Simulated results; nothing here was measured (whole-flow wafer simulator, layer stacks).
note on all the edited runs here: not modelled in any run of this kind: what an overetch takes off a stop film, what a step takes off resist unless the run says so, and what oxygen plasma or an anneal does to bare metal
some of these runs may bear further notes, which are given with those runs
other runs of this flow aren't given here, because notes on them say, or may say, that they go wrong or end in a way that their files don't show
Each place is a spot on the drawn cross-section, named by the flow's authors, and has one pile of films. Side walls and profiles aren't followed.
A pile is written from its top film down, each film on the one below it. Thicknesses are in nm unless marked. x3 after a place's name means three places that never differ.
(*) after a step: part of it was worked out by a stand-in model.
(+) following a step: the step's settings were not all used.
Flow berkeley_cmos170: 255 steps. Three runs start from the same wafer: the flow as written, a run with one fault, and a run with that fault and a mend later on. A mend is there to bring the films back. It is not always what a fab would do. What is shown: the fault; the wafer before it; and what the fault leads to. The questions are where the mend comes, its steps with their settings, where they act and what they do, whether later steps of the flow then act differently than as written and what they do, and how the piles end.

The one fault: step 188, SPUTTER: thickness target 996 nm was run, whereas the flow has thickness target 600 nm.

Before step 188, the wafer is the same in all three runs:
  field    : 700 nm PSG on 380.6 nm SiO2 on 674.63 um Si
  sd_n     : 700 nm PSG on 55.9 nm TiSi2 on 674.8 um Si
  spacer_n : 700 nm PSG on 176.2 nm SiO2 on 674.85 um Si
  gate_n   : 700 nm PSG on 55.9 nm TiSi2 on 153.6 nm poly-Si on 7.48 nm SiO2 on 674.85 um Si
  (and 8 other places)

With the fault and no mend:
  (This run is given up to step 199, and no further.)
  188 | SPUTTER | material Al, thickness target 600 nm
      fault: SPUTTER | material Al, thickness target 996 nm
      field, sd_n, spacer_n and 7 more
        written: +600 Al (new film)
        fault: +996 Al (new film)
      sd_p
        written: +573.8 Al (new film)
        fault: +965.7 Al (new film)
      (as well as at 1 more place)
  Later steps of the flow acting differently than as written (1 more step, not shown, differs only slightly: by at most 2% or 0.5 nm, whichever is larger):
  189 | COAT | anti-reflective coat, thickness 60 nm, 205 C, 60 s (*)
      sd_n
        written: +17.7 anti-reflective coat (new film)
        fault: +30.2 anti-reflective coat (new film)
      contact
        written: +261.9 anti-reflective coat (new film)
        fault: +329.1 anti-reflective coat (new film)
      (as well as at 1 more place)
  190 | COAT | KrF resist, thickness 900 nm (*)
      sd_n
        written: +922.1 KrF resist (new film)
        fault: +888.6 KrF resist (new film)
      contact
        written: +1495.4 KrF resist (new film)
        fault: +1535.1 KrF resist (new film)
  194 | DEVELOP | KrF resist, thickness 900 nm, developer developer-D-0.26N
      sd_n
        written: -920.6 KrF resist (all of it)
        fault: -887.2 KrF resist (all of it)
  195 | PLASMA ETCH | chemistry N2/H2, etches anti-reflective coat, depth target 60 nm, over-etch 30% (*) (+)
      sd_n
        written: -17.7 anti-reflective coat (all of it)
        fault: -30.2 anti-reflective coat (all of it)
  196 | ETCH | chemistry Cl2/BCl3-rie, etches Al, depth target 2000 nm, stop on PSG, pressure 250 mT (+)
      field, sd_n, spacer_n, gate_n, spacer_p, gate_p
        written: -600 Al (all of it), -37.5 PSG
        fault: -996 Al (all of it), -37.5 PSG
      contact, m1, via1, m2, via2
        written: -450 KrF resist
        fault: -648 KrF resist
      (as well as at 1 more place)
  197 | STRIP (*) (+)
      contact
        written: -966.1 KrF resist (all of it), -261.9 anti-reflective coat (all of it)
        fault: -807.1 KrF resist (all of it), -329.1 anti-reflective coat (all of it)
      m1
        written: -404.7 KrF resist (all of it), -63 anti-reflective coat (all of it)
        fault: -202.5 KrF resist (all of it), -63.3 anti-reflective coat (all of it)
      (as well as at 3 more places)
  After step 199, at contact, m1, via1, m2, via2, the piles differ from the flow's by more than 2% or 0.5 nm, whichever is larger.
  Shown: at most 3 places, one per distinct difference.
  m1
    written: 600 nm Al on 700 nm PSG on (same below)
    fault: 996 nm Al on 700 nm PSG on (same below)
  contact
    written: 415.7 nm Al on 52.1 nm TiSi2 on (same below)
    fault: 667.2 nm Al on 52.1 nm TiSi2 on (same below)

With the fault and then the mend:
  The mend stands after step 188.
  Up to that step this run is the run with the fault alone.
  188a | ETCH | chemistry al pan, depth target 1145 nm
      field, sd_n, spacer_n and 7 more
        -996 Al (all of it)
      sd_p
        -965.7 Al (all of it)
      contact
        -667.2 Al (all of it)
  188b | SPUTTER | material Al, thickness target 600 nm (the flow's step 188, run once more)
      field, sd_n, spacer_n and 7 more
        +600 Al (new film)
      sd_p
        +573.8 Al (new film)
      contact
        +415.7 Al (new film)
  Every later step of the flow that is run acts as written at every place that is followed.
  By the end, the piles equal the flow's at every place that both follow.
